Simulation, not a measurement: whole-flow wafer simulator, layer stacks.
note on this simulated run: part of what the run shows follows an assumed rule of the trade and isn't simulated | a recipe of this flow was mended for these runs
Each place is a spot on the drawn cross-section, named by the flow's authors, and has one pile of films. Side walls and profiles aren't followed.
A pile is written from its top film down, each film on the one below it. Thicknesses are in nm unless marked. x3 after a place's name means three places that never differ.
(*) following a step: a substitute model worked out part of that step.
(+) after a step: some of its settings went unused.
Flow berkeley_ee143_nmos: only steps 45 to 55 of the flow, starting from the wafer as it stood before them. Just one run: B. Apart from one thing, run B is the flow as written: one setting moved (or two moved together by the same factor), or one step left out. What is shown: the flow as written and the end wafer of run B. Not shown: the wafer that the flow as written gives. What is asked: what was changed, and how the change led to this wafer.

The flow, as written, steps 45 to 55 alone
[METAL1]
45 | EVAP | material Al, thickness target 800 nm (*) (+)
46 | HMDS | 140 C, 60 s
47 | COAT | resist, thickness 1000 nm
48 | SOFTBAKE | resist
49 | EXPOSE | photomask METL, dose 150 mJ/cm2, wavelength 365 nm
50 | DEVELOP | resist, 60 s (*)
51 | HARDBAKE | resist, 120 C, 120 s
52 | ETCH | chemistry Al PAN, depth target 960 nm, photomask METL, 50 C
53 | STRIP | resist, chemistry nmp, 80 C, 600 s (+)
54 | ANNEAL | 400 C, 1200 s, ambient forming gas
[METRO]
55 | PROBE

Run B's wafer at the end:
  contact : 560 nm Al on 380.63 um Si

Cause: step 45, EVAP: thickness target 560 nm was run, while the flow as written has thickness target 800 nm.
One can read it off the wafer: contact has Al 560, and step 45 as written asks for 800 nm.

How this came from the change, step by step:
  45 | EVAP | material Al, thickness target 800 nm (*) (+)
      gate, sd, contact, field: +560 Al (new film) (it would be, as written: +800 Al (new film))
  52 | ETCH | chemistry Al PAN, depth target 960 nm, photomask METL, 50 C
      gate, sd, field: -546.7 Al (all of it) (it would be, as written: -786.7 Al (all of it))
